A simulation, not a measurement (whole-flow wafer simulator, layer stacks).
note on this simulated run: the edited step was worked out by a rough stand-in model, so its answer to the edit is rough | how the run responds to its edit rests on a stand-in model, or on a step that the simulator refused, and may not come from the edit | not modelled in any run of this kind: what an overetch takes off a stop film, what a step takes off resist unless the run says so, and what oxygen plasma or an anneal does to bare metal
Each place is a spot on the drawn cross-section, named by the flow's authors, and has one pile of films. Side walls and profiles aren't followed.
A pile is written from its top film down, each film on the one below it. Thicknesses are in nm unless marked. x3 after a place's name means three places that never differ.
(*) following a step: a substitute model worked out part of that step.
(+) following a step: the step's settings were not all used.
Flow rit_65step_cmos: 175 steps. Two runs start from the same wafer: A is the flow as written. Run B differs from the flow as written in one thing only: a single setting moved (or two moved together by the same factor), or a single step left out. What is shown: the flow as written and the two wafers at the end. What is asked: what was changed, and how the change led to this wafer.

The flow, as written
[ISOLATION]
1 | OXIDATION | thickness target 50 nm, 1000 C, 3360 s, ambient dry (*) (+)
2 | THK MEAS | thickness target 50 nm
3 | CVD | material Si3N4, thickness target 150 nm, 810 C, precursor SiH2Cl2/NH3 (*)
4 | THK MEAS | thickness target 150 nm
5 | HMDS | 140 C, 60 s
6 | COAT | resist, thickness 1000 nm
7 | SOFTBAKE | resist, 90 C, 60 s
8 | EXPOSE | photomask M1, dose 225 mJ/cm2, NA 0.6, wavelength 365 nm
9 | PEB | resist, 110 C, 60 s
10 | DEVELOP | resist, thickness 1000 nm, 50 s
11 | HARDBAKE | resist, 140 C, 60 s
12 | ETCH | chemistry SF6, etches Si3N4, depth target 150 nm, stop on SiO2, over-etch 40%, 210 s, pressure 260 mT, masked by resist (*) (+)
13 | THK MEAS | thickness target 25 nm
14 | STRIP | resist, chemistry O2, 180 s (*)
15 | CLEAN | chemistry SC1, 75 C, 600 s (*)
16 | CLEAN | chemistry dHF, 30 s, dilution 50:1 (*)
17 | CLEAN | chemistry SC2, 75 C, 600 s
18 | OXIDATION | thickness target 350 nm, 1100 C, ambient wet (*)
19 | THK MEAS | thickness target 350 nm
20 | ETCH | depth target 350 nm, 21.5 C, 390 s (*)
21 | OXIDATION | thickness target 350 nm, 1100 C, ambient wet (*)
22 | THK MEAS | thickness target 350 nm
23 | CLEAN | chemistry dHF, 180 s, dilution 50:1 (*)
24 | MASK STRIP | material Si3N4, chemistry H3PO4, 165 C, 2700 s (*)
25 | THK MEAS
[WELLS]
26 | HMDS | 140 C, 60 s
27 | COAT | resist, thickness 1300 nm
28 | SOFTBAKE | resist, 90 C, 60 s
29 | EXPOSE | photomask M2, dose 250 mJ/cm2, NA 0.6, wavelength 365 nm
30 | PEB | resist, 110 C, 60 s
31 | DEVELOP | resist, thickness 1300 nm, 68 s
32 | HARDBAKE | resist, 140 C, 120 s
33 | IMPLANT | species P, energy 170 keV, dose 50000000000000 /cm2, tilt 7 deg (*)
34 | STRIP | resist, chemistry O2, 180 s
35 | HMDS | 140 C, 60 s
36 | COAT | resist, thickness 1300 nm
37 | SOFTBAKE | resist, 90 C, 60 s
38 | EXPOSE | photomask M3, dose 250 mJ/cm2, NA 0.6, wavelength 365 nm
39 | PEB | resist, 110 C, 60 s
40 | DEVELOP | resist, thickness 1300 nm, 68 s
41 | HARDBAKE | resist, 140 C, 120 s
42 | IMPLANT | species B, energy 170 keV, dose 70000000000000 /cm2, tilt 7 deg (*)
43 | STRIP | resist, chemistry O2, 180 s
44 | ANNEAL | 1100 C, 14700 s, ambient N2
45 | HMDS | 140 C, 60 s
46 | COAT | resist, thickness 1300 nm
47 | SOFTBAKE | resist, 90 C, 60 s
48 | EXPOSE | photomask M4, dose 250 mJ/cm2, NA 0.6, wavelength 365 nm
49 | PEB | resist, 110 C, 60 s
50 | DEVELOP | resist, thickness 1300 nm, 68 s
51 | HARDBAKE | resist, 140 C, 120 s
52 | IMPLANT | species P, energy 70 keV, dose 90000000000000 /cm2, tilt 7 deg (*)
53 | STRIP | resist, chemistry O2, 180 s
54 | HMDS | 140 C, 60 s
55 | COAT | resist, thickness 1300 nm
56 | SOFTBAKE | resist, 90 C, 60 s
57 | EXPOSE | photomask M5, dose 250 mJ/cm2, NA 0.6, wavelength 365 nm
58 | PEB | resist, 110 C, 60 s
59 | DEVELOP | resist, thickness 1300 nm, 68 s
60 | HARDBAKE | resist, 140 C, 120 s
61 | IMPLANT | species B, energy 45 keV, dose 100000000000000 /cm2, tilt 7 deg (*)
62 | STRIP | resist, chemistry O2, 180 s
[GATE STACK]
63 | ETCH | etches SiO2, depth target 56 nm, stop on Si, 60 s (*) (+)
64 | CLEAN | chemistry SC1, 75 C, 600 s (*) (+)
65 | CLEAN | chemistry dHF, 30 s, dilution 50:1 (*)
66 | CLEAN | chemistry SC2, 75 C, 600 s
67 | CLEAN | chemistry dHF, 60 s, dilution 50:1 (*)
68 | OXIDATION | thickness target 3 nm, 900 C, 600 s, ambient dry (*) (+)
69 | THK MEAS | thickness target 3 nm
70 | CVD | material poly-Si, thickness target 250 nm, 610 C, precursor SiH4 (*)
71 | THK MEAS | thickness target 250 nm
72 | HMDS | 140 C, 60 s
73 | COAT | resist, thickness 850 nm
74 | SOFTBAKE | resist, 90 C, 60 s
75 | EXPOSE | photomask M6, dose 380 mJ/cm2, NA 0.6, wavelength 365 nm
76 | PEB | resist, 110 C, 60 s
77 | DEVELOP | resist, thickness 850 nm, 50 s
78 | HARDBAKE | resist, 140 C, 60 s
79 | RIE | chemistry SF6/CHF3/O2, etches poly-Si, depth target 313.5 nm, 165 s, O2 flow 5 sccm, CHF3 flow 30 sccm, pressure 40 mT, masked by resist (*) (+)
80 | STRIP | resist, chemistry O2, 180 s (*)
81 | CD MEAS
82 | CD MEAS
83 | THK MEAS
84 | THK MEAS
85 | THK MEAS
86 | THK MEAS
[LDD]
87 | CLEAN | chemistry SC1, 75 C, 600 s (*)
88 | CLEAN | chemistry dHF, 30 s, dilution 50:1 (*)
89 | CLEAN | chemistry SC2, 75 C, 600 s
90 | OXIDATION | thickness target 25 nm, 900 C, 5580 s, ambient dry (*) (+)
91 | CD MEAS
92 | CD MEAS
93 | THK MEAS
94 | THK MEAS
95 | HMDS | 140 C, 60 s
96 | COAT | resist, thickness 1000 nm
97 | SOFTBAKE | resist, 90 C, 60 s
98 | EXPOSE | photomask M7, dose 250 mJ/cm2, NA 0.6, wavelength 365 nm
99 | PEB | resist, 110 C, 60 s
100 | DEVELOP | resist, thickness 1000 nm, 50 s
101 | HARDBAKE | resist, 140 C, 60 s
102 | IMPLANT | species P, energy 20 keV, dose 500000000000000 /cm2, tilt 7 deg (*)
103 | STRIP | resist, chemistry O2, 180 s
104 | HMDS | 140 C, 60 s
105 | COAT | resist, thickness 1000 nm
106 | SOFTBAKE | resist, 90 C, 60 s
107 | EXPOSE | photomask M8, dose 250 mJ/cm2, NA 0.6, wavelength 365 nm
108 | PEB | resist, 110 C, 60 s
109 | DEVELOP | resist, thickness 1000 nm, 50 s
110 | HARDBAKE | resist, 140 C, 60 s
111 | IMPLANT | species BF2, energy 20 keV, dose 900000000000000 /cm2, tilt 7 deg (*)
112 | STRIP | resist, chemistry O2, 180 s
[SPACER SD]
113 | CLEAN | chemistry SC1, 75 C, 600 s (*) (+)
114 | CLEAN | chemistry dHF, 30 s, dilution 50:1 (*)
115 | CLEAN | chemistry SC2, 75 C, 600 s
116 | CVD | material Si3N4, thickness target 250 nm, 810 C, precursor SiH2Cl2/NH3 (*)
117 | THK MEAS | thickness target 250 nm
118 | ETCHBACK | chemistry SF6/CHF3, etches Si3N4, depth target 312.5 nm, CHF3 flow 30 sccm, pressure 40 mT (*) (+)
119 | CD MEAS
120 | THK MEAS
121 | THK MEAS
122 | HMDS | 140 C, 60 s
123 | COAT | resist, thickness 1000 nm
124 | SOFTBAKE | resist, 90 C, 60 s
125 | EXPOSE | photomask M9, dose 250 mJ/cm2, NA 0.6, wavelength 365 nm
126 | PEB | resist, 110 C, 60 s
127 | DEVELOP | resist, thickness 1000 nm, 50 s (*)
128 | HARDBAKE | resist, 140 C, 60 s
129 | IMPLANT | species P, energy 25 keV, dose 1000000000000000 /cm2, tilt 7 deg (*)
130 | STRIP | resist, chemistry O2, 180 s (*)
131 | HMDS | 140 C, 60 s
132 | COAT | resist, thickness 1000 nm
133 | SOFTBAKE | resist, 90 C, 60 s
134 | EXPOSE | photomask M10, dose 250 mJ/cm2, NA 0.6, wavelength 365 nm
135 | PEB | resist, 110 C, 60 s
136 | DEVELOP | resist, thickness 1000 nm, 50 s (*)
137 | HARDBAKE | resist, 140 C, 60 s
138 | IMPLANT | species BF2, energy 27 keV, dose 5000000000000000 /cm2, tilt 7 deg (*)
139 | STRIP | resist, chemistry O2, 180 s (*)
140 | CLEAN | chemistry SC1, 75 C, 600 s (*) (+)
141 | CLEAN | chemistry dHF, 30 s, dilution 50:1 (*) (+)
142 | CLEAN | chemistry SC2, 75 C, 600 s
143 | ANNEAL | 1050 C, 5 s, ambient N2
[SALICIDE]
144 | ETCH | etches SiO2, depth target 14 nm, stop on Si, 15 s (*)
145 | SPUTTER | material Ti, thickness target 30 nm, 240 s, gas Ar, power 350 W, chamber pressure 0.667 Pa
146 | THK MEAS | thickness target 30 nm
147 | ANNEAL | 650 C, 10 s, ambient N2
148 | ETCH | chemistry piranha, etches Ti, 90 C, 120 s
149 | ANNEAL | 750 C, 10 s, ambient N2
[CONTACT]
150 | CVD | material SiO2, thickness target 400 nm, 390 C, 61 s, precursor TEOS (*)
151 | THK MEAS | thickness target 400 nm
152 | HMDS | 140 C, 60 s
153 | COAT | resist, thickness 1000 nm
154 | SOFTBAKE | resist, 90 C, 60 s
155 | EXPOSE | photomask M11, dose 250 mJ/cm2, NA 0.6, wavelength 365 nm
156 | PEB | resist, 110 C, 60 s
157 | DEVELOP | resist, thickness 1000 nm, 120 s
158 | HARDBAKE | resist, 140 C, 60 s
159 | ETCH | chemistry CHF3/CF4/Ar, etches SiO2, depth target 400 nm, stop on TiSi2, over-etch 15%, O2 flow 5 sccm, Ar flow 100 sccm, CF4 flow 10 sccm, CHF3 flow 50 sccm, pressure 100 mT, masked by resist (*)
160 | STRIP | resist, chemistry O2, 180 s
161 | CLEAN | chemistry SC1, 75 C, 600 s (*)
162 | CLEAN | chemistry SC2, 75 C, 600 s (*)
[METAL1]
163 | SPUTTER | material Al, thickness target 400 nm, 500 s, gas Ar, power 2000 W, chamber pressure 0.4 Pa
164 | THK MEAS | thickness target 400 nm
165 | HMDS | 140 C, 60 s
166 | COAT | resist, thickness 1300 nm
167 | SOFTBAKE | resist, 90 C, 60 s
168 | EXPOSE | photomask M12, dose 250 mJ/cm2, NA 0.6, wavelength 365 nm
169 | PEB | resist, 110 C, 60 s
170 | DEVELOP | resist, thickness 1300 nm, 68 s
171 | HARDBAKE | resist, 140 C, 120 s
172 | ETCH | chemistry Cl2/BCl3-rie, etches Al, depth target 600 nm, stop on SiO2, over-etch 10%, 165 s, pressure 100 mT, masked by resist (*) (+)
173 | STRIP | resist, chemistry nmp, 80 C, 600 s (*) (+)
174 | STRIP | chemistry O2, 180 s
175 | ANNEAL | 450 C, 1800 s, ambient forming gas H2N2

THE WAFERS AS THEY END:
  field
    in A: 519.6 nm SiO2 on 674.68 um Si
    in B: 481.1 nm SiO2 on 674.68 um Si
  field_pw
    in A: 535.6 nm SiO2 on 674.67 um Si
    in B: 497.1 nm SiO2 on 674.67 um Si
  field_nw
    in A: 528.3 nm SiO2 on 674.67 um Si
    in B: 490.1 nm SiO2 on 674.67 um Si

Cause: step 116, CVD: thickness target 200 nm was run, while the flow as written has thickness target 250 nm.

The path from the change to this, step by step:
  116 | CVD | material Si3N4, thickness target 250 nm, 810 C, precursor SiH2Cl2/NH3 (*)
      field, field_pw, field_nw and 11 more: A +250 Si3N4 (new film) | B +200 Si3N4 (new film)
  118 | ETCHBACK | chemistry SF6/CHF3, etches Si3N4, depth target 312.5 nm, CHF3 flow 30 sccm, pressure 40 mT (*) (+)
      field, field_pw, field_nw, field_p: A -250 Si3N4 (all of it), -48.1 SiO2 | B -200 Si3N4 (all of it), -86.5 SiO2
      gate_n: A -250 Si3N4 (all of it), -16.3 SiO2 (all of it), -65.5 poly-Si | B -200 Si3N4 (all of it), -16.3 SiO2 (all of it), -144.9 poly-Si
      (also at 1 further place)
  123 | COAT | resist, thickness 1000 nm
      field: A +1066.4 resist (new film) | B +1092.3 resist (new film)
      field_p: A +1073.5 resist (new film) | B +1099.1 resist (new film)
      (also at 4 further places)
  126 | PEB | resist, 110 C, 60 s
      gate_n, gate_p: A -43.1 resist | B -46.7 resist
      field: A -55.6 resist | B -57 resist
      (also at 3 further places)
  127 | DEVELOP | resist, thickness 1000 nm, 50 s (*)
      field: A -1010.9 resist (all of it) | B -1035.3 resist (all of it)
      gate_n: A -791.9 resist (all of it) | B -855.1 resist (all of it)
      (also at 1 further place)
  128 | HARDBAKE | resist, 140 C, 60 s
      field_pw: A -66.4 resist | B -68 resist
      field_p: A -68.8 resist | B -70.6 resist
      (also at 2 further places)
  130 | STRIP | resist, chemistry O2, 180 s (*)
      field_p: A -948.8 resist (all of it) | B -971.2 resist (all of it)
      gate_p: A +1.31 chemical SiO2 (new film), -741.1 resist (all of it), -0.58 poly-Si | B +1.31 chemical SiO2 (new film), -799.5 resist (all of it), -0.58 poly-Si
      (also at 1 further place)
  132 | COAT | resist, thickness 1000 nm
      field: A +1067 resist (new film) | B +1092.8 resist (new film)
      field_p: A +1074 resist (new film) | B +1099.6 resist (new film)
      (also at 4 further places)
  135 | PEB | resist, 110 C, 60 s
      spacer, spacer_p: A -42 resist | B -44 resist
      field: A -55.6 resist | B -57 resist
      (also at 3 further places)
  136 | DEVELOP | resist, thickness 1000 nm, 50 s (*)
      field_p: A -1018 resist (all of it) | B -1042.2 resist (all of it)
      gate_p: A -792.8 resist (all of it) | B -856 resist (all of it)
      (also at 1 further place)
  137 | HARDBAKE | resist, 140 C, 60 s
      field: A -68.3 resist | B -70.1 resist
      field_pw: A -66.4 resist | B -68.1 resist
      (also at 3 further places)
  139 | STRIP | resist, chemistry O2, 180 s (*)
      field: A -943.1 resist (all of it) | B -965.7 resist (all of it)
      gate_n: A -740 resist (all of it), +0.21 chemical SiO2, -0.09 poly-Si | B -798.4 resist (all of it), +0.21 chemical SiO2, -0.09 poly-Si
      (also at 1 further place)
  145 | SPUTTER | material Ti, thickness target 30 nm, 240 s, gas Ar, power 350 W, chamber pressure 0.667 Pa
      gate_n: A +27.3 Ti (new film) | B +22.2 Ti (new film)
      gate_p: A +27.2 Ti (new film) | B +22.1 Ti (new film)
  147 | ANNEAL | 650 C, 10 s, ambient N2
      gate_n: A -21.3 Ti, +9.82 TiSi first (new film), +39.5 TiSi2 C49 (new film), -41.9 poly-Si | B -17.3 Ti, +44 TiSi2 C49 (new film), -39.4 poly-Si
      gate_p: A -21.2 Ti, +9.56 TiSi first (new film), +39.6 TiSi2 C49 (new film), -41.9 poly-Si | B -17.2 Ti, +43.8 TiSi2 C49 (new film), -39.2 poly-Si
  148 | ETCH | chemistry piranha, etches Ti, 90 C, 120 s
      gate_n: A -6 Ti (all of it), -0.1 TiSi first | B -4.88 Ti (all of it), -0.11 TiSi2 C49
      gate_p: A -5.97 Ti (all of it), -0.1 TiSi first | B -4.86 Ti (all of it), -0.11 TiSi2 C49
  149 | ANNEAL | 750 C, 10 s, ambient N2
      gate_n: A +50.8 TiSi2 (new film), -9.72 TiSi first (all of it), -39.5 TiSi2 C49 (all of it), -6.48 poly-Si | B +42.3 TiSi2 (new film), -43.9 TiSi2 C49 (all of it)
      gate_p: A +50.6 TiSi2 (new film), -9.46 TiSi first (all of it), -39.6 TiSi2 C49 (all of it), -6.31 poly-Si | B +42.2 TiSi2 (new film), -43.7 TiSi2 C49 (all of it)
  ... another 7 steps ...
  170 | DEVELOP | resist, thickness 1300 nm, 68 s
      field: A -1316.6 resist (all of it) | B -1344.9 resist (all of it)
      field_p: A -1324.1 resist (all of it) | B -1352.3 resist (all of it)
      (also at 4 further places)
